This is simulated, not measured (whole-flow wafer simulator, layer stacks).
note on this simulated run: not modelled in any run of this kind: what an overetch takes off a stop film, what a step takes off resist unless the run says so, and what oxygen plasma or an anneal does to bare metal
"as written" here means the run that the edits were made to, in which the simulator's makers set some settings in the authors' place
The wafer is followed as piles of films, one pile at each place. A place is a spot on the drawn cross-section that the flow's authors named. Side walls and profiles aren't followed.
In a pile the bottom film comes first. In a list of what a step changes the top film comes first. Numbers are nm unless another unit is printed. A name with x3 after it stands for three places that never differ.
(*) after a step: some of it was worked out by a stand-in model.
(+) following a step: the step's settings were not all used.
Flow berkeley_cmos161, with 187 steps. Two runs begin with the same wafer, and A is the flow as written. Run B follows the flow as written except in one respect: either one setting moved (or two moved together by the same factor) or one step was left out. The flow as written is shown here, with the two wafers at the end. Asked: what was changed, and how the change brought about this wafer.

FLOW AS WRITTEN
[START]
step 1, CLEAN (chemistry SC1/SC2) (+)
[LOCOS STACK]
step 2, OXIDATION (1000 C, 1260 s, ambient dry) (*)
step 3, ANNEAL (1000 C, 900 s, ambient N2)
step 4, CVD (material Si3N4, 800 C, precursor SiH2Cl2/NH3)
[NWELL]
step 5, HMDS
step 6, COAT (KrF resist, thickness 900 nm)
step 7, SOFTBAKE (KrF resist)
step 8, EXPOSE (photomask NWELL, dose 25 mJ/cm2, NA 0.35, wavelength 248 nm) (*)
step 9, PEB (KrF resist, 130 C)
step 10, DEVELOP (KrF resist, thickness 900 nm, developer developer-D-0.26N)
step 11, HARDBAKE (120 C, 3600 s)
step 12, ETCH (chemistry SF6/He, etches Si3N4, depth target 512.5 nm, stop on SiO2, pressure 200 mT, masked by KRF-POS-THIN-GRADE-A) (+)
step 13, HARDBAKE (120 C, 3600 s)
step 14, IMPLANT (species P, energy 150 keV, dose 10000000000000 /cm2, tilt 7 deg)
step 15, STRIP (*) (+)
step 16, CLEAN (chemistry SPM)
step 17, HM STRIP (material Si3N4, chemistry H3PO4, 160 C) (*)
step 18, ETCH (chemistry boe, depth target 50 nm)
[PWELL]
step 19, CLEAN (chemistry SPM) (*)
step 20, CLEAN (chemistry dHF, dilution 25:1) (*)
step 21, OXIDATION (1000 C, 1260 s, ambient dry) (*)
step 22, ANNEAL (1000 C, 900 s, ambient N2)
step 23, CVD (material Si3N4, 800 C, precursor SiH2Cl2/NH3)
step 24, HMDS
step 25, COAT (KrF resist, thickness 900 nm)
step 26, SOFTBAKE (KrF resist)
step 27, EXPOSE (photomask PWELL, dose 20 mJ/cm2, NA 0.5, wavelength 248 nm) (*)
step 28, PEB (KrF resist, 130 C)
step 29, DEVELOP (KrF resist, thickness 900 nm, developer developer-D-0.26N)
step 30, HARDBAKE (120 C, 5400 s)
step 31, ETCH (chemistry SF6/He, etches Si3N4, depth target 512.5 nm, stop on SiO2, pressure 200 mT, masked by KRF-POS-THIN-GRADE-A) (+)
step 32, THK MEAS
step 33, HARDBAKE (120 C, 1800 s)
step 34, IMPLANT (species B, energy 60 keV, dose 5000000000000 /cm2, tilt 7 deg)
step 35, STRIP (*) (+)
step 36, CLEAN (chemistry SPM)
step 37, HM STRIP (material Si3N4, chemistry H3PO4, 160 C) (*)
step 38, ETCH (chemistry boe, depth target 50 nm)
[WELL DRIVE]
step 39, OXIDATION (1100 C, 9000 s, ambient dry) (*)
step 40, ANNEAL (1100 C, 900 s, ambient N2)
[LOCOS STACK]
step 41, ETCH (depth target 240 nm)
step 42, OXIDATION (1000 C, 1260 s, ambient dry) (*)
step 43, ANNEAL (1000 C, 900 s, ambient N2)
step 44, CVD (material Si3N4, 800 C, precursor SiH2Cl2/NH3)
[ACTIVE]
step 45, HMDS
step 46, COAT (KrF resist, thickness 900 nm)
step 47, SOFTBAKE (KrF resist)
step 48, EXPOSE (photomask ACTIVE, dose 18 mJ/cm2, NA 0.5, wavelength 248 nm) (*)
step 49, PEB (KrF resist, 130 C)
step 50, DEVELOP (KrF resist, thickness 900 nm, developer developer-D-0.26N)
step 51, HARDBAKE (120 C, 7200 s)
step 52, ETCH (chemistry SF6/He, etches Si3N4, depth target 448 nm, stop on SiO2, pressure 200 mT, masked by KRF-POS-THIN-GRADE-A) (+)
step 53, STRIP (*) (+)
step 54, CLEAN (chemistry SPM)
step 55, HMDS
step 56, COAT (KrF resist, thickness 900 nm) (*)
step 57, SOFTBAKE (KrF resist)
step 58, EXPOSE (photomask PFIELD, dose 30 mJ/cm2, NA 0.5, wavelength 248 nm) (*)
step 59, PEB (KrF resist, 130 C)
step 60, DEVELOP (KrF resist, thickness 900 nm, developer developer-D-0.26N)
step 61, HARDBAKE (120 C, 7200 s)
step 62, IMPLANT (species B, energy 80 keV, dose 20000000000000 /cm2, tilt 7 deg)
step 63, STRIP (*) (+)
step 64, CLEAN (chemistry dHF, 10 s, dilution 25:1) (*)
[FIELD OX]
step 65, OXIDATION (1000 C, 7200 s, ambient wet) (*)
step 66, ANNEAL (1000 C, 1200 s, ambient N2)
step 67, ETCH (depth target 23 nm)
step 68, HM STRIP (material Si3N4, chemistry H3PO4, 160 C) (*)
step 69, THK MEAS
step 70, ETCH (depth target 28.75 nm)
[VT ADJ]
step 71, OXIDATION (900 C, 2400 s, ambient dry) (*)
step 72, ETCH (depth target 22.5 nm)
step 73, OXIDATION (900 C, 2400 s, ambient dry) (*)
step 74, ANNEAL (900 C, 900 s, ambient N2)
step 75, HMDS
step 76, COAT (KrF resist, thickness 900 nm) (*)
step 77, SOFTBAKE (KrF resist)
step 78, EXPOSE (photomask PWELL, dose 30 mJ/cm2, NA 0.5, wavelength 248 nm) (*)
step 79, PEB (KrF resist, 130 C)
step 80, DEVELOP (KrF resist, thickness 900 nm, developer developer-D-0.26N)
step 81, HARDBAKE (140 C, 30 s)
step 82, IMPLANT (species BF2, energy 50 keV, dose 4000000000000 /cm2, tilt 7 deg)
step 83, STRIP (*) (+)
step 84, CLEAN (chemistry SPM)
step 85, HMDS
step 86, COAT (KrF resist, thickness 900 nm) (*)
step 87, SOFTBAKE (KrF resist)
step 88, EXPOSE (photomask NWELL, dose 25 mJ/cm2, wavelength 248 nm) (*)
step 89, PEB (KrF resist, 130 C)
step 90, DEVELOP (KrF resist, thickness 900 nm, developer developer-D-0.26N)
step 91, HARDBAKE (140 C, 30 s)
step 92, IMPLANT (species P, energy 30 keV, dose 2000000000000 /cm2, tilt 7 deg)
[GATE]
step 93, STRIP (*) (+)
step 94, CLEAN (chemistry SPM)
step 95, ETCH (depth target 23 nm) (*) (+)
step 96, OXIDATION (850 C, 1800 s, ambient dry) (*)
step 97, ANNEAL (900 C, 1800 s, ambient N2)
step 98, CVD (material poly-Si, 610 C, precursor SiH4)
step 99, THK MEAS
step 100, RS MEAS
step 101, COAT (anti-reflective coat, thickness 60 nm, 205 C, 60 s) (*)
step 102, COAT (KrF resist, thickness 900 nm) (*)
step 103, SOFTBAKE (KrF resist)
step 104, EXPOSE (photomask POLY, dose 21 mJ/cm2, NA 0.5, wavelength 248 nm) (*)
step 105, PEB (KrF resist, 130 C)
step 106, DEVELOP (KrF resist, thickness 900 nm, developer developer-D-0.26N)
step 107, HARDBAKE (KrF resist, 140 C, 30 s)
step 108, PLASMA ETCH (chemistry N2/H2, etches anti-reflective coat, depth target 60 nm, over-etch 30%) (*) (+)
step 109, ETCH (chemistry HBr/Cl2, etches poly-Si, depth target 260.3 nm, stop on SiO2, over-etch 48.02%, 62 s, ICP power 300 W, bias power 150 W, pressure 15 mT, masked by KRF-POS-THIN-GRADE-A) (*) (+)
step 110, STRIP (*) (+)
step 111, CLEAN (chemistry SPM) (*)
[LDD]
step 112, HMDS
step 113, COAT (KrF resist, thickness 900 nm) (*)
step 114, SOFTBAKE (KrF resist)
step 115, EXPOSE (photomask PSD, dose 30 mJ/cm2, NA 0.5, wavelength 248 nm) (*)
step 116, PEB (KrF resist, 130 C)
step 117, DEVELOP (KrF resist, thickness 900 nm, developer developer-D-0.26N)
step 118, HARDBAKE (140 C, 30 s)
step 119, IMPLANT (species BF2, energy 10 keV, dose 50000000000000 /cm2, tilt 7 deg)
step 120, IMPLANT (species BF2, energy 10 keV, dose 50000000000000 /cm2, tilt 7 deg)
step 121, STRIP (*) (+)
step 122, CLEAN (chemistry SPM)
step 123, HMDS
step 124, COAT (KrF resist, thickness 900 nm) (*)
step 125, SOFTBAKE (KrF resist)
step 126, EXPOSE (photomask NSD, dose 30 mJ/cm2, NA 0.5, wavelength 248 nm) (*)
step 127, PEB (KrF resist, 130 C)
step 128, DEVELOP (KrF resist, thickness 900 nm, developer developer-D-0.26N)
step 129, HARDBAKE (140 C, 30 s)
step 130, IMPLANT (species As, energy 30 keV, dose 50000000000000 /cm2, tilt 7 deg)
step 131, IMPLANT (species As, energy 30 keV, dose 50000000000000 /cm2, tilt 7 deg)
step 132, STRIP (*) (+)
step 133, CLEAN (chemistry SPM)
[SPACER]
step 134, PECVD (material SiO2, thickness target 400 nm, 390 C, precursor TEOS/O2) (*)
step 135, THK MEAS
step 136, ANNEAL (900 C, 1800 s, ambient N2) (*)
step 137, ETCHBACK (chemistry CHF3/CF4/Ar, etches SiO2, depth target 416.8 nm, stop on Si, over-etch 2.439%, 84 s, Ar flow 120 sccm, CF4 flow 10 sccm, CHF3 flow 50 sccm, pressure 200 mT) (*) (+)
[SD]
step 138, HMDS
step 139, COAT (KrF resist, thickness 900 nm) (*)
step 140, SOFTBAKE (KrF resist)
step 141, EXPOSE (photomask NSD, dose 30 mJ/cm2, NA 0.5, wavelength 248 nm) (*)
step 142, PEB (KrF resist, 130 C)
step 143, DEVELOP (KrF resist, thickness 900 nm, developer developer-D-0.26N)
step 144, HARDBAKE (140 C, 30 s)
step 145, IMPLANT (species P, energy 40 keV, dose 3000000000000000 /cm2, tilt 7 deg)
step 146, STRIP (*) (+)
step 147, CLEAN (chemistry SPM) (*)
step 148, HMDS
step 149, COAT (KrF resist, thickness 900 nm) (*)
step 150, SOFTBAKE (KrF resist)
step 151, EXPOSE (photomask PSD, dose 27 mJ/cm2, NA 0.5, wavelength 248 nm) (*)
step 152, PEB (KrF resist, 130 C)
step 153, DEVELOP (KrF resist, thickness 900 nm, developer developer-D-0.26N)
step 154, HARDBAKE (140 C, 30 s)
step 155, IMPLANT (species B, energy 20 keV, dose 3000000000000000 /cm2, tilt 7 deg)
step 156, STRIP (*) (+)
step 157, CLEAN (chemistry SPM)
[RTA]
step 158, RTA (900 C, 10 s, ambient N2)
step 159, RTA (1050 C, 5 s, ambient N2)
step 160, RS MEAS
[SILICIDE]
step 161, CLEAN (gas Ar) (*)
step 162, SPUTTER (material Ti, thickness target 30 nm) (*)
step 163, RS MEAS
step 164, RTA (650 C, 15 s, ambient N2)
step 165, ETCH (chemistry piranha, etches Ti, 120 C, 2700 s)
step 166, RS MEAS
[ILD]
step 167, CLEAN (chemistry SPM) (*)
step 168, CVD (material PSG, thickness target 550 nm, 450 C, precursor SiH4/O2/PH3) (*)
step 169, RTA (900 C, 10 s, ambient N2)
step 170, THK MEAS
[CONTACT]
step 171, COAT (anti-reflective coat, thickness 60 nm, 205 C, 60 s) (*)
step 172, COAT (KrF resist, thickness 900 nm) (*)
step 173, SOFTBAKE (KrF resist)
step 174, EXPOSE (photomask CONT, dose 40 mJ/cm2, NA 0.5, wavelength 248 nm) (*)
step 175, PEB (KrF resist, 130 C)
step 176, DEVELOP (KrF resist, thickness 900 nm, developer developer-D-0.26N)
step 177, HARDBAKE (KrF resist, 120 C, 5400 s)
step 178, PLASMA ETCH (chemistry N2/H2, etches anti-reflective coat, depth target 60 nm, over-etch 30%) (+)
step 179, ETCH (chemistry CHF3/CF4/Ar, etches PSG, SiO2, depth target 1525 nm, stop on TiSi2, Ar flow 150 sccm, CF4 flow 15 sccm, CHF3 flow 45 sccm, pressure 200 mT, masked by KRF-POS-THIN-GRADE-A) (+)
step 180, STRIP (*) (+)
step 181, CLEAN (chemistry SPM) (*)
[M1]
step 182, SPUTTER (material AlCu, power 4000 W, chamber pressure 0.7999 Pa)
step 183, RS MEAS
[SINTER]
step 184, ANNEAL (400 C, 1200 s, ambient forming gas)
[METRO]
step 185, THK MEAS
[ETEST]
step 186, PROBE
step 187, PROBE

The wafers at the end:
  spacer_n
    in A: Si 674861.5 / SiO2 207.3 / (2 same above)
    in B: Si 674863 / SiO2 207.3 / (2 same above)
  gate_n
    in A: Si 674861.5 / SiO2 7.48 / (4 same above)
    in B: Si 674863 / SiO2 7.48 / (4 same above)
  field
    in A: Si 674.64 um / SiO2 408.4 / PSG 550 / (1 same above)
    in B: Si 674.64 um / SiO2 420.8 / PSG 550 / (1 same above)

Cause: step 72, ETCH: depth target 10.1 nm was run, though the flow has depth target 22.5 nm.

The path from the change to this, step by step:
  step 72, ETCH (depth target 22.5 nm)
      sd_n, spacer_n, gate_n, sd_p, spacer_p, gate_p, contact, m1: A -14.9 SiO2 (all of it) | B -10.1 SiO2
      field: A -22.5 SiO2 | B -10.1 SiO2
  step 73, OXIDATION (900 C, 2400 s, ambient dry) (*)
      sd_n, spacer_n, gate_n, sd_p, spacer_p, gate_p, contact, m1: A +14.9 SiO2 (new film), -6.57 Si | B +11.4 SiO2, -5.03 Si
  step 95, ETCH (depth target 23 nm) (*) (+)
      sd_n, spacer_n, gate_n, sd_p, spacer_p, gate_p, contact, m1: A -14.9 SiO2 (all of it) | B -16.3 SiO2 (all of it)
  step 101, COAT (anti-reflective coat, thickness 60 nm, 205 C, 60 s) (*)
      sd_n: A +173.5 anti-reflective coat (new film) | B +182.2 anti-reflective coat (new film)
      spacer_n: A +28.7 anti-reflective coat (new film) | B +26.7 anti-reflective coat (new film)
      (also at 4 further places)
  step 108, PLASMA ETCH (chemistry N2/H2, etches anti-reflective coat, depth target 60 nm, over-etch 30%) (*) (+)
      sd_n: A -173.5 anti-reflective coat (all of it), -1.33 poly-Si | B -182.2 anti-reflective coat (all of it), -1.4 poly-Si
      spacer_n: A -28.7 anti-reflective coat (all of it), -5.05 poly-Si | B -26.7 anti-reflective coat (all of it), -5.39 poly-Si
      (also at 2 further places)
  step 110, STRIP (*) (+)
      gate_n: A +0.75 chemical SiO2 (new film), -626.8 KrF resist (all of it), -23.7 anti-reflective coat (all of it), -0.33 poly-Si | B +0.75 chemical SiO2 (new film), -634 KrF resist (all of it), -21.7 anti-reflective coat (all of it), -0.33 poly-Si
      gate_p: A +0.75 chemical SiO2 (new film), -598.2 KrF resist (all of it), -27.9 anti-reflective coat (all of it), -0.33 poly-Si | B +0.75 chemical SiO2 (new film), -602.4 KrF resist (all of it), -26.9 anti-reflective coat (all of it), -0.33 poly-Si
  step 171, COAT (anti-reflective coat, thickness 60 nm, 205 C, 60 s) (*)
      sd_n: A +149.7 anti-reflective coat (new film) | B +158.7 anti-reflective coat (new film)
      m1: A +97.8 anti-reflective coat (new film) | B +100.8 anti-reflective coat (new film)
  step 180, STRIP (*) (+)
      sd_n: A -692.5 KrF resist (all of it), -149.7 anti-reflective coat (all of it) | B -690.5 KrF resist (all of it), -158.7 anti-reflective coat (all of it)
      m1: A -739.9 KrF resist (all of it), -97.8 anti-reflective coat (all of it) | B -743.5 KrF resist (all of it), -100.8 anti-reflective coat (all of it)
